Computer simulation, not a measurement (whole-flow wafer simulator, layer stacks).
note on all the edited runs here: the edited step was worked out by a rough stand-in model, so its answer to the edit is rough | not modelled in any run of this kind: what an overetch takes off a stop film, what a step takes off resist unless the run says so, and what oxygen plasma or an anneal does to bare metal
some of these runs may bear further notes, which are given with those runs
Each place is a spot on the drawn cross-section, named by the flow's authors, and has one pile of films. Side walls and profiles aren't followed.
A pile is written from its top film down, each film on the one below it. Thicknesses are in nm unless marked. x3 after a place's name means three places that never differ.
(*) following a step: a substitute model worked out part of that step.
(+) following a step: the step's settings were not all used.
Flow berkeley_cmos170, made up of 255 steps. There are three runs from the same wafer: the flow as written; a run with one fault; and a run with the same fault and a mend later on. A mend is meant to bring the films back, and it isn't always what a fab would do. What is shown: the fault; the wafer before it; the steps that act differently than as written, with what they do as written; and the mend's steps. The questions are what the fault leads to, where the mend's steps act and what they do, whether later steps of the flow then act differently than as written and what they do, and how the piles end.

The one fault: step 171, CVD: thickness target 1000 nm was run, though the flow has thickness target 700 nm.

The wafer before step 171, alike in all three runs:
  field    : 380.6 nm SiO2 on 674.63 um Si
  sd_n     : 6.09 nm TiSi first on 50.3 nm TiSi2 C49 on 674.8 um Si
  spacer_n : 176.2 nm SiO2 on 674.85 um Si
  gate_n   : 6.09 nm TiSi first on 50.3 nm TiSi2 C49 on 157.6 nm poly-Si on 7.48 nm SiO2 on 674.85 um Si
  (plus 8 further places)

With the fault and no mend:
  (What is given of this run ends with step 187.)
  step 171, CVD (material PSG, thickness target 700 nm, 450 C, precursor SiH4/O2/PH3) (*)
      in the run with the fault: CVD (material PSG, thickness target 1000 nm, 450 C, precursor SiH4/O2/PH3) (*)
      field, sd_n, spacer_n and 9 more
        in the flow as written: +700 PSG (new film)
        in the run with the fault: +1000 PSG (new film)
  Steps further on in the flow that do not act as written (4 more steps, not shown, differ only slightly: by at most 2% or 0.5 nm, whichever is larger):
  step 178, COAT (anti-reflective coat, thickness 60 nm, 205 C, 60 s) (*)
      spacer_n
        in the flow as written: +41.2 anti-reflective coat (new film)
        in the run with the fault: +42.1 anti-reflective coat (new film)
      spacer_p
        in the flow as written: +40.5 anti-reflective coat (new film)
        in the run with the fault: +41.4 anti-reflective coat (new film)
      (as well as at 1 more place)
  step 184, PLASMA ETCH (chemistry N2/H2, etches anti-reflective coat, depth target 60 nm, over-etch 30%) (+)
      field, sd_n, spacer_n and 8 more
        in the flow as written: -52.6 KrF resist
        in the run with the fault: -53.8 KrF resist
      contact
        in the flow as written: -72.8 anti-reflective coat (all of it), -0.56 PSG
        in the run with the fault: -74.5 anti-reflective coat (all of it), -0.57 PSG
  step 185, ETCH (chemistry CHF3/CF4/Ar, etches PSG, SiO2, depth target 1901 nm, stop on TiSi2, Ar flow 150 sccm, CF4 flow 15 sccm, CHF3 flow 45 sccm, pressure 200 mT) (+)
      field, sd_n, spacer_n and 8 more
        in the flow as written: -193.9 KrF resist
        in the run with the fault: -268.9 KrF resist
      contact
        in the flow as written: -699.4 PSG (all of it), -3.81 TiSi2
        in the run with the fault: -999.4 PSG (all of it), -3.81 TiSi2
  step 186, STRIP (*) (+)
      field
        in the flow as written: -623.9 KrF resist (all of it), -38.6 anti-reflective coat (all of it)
        in the run with the fault: -548.1 KrF resist (all of it), -39.2 anti-reflective coat (all of it)
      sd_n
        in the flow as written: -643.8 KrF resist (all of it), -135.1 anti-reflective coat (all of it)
        in the run with the fault: -566.2 KrF resist (all of it), -137.6 anti-reflective coat (all of it)
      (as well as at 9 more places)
  The piles after step 187 differ from the flow's at field, sd_n, spacer_n and 8 more by more than 2% or 0.5 nm, whichever is larger.
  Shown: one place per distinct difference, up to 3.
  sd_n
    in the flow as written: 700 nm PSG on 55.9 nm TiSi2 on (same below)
    in the run with the fault: 1000 nm PSG on 55.9 nm TiSi2 on (same below)
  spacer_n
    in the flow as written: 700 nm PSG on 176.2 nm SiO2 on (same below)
    in the run with the fault: 1000 nm PSG on 176.2 nm SiO2 on (same below)
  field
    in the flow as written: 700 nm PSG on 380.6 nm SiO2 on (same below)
    in the run with the fault: 1000 nm PSG on 380.6 nm SiO2 on (same below)

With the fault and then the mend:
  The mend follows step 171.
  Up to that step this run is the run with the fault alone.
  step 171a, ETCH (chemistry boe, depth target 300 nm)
      field, sd_n, spacer_n and 9 more
        -300 PSG
  None of the later steps of the flow differs from how it acts as written, at any place that is followed, by more than 2% or 0.5 nm, whichever is larger.
  The piles end only slightly different from the flow's at the places that both follow, by no more than 2% or 0.5 nm, whichever is larger.
